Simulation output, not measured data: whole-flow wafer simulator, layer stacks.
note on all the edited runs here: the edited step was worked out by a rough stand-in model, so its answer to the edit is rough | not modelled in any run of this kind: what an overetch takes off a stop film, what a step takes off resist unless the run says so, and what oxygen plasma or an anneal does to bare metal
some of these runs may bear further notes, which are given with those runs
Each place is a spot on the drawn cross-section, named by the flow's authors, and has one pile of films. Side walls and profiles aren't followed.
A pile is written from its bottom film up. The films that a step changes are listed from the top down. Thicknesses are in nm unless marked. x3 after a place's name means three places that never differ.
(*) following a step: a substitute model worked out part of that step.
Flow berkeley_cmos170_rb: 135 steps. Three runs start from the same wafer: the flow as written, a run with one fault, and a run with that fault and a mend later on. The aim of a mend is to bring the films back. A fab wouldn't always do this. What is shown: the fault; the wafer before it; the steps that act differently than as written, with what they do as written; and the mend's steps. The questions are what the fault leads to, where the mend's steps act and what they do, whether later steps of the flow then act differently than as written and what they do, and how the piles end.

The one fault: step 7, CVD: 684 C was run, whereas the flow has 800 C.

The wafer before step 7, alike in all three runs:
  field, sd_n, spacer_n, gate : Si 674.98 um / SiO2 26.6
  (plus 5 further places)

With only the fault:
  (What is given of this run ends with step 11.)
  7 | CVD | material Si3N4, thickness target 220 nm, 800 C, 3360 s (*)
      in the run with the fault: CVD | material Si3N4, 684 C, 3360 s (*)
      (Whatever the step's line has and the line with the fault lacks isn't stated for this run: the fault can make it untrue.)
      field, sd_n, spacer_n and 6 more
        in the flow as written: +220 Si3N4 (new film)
        in the run with the fault: +25.1 Si3N4 (new film)
  Every later step of the flow up to step 11 that is run acts as written at every place that is followed.
  The piles after step 11 differ from the flow's at field, sd_n, spacer_n and 6 more by more than 2% or 0.5 nm, whichever is larger.
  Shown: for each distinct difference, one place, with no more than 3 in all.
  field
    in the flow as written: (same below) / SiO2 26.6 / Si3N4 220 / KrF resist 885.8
    in the run with the fault: (same below) / SiO2 26.6 / Si3N4 25.1 / KrF resist 885.8
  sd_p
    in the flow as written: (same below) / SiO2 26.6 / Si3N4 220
    in the run with the fault: (same below) / SiO2 26.6 / Si3N4 25.1

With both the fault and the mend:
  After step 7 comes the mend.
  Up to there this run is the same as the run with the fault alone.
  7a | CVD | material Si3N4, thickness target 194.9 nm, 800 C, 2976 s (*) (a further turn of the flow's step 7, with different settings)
      field, sd_n, spacer_n and 6 more
        +194.9 Si3N4
  Every later step of the flow that is run acts as written at every place that is followed.
  By the end, the piles equal the flow's at every place that both follow.
